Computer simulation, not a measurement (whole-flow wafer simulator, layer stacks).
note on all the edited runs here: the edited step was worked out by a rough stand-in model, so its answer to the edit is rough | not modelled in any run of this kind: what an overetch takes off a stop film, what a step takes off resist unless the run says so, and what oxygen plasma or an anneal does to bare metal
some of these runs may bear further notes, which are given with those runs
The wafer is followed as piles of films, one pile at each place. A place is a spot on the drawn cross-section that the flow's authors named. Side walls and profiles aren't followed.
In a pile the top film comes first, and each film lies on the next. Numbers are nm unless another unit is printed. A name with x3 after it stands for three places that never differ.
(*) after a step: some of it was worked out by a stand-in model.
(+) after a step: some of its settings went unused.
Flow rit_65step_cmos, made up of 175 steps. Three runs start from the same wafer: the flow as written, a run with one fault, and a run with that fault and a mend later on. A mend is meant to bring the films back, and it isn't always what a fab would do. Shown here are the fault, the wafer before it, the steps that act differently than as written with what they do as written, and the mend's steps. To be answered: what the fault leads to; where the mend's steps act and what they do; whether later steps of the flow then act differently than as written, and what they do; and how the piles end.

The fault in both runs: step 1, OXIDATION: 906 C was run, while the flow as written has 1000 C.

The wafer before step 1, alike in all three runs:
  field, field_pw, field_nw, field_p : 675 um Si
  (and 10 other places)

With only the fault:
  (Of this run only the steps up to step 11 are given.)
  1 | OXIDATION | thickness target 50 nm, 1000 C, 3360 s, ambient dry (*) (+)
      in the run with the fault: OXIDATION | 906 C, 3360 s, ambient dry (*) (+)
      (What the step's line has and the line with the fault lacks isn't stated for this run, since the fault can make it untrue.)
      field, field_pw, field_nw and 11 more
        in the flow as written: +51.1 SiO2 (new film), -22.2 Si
        in the run with the fault: +22.8 SiO2 (new film), -9.73 Si
  Later steps of the flow up to step 11 that are run all act as written at every place that is followed.
  After step 11, at field, field_pw, field_nw and 11 more, the piles differ from the flow's by more than 2% or 0.5 nm, whichever is larger.
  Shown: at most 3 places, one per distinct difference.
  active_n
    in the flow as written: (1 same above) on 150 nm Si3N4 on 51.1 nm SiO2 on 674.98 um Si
    in the run with the fault: (1 same above) on 150 nm Si3N4 on 22.8 nm SiO2 on 674.99 um Si
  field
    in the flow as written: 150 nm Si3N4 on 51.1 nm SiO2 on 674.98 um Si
    in the run with the fault: 150 nm Si3N4 on 22.8 nm SiO2 on 674.99 um Si

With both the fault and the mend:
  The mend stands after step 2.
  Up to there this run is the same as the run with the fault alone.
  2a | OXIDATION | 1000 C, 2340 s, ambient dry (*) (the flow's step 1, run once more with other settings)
      field, field_pw, field_nw and 11 more
        +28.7 SiO2, -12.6 Si
  Later steps of the flow acting differently than as written (not shown: 43 more steps that differ only slightly, by at most 2% or 0.5 nm, whichever is larger):
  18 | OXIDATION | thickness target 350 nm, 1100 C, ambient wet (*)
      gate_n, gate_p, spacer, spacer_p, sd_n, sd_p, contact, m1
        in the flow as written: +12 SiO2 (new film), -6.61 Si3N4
        in the run with the mend: +12 SiO2 (new film), -6.61 Si3N4, +0.03 SiO2
  The piles end only slightly different from the flow's at the places that both follow, by no more than 2% or 0.5 nm, whichever is larger.
